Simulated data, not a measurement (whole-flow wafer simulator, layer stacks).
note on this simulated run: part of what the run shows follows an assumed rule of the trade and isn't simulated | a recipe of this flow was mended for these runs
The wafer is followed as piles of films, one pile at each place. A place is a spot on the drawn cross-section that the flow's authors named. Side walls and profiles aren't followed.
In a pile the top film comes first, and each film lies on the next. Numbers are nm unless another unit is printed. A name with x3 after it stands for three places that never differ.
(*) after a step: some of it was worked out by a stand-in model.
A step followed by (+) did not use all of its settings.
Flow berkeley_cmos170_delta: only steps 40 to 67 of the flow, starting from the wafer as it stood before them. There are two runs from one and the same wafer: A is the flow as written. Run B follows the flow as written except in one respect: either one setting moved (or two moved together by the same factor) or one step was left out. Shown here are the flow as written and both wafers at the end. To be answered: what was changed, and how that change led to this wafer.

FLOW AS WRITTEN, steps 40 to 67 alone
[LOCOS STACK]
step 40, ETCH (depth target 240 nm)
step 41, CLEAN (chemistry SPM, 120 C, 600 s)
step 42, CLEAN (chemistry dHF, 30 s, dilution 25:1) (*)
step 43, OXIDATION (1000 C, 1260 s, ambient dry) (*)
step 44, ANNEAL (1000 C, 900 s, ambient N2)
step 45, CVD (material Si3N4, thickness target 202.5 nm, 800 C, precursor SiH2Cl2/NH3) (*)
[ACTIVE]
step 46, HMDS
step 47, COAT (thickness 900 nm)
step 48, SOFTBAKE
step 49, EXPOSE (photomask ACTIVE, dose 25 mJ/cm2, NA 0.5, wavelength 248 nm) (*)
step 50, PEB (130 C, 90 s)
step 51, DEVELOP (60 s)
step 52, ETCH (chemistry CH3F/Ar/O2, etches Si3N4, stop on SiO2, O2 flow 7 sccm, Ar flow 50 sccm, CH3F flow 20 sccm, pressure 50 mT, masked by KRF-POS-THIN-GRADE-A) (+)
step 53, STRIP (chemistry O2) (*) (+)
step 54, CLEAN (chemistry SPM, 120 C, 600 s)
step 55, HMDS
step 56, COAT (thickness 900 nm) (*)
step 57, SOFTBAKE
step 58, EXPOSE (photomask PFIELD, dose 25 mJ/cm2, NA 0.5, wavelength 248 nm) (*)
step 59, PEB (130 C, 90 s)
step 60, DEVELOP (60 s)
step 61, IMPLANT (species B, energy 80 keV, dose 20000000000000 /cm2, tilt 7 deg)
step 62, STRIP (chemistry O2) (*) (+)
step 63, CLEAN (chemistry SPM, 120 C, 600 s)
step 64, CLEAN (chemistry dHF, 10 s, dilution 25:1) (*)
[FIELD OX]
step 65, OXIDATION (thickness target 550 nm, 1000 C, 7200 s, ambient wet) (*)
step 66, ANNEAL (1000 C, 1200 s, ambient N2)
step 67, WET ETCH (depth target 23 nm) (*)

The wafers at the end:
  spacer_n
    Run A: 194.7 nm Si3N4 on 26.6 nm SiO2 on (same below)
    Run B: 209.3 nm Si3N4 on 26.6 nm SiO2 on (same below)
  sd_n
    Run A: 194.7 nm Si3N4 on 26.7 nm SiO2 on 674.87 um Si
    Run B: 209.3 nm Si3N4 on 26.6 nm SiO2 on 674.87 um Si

What caused this: step 45, CVD: thickness target 217.1 nm was run, though the flow has thickness target 202.5 nm.

How this came from the change, step by step:
  step 45, CVD (material Si3N4, thickness target 202.5 nm, 800 C, precursor SiH2Cl2/NH3) (*)
      field, sd_n, spacer_n and 6 more: A +202.5 Si3N4 (new film) | B +217.1 Si3N4 (new film)
  step 52, ETCH (chemistry CH3F/Ar/O2, etches Si3N4, stop on SiO2, O2 flow 7 sccm, Ar flow 50 sccm, CH3F flow 20 sccm, pressure 50 mT, masked by KRF-POS-THIN-GRADE-A) (+)
      sd_n, spacer_n, gate, sd_p, spacer_p, gate_p, contact, m1: A -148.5 KrF-resist | B -158.2 KrF-resist
      field: A -202.5 Si3N4 (all of it), -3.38 SiO2 | B -217.1 Si3N4 (all of it), -3.38 SiO2
